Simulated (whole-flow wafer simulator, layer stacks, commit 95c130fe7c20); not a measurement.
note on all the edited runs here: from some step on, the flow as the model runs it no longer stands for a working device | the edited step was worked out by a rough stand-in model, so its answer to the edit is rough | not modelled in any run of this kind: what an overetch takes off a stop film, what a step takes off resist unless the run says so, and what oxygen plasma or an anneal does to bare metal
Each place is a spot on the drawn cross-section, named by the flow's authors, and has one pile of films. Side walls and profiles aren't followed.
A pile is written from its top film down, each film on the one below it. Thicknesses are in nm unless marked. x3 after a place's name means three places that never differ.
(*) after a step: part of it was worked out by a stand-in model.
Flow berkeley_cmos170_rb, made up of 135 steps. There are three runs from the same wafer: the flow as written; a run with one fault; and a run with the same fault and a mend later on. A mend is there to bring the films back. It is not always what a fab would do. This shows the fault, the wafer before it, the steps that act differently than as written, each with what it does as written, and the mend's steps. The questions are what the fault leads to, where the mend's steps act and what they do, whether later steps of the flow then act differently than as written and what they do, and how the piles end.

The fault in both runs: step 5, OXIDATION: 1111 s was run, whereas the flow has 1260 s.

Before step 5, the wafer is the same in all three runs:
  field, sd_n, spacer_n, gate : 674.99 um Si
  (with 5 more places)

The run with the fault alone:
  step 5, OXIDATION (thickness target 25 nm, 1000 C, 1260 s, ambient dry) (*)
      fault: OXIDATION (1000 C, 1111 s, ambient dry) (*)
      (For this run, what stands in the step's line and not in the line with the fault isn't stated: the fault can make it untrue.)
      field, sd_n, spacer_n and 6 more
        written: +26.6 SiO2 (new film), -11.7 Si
        fault: +24.8 SiO2 (new film), -10.9 Si
  Steps later in the flow that act otherwise than as written:
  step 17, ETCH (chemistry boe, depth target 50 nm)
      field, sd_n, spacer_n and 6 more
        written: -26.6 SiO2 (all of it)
        fault: -24.8 SiO2 (all of it)
  The piles end only slightly different from the flow's at the places that both follow, by no more than 2% or 0.5 nm, whichever is larger.

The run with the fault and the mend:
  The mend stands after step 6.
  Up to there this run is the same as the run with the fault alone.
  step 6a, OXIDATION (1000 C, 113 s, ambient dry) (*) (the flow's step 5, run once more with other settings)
      field, sd_n, spacer_n and 6 more
        +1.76 SiO2, -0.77 Si
  Later steps of the flow that are run all act as written at every place that is followed.
  By the end, the piles equal the flow's at every place that both follow.
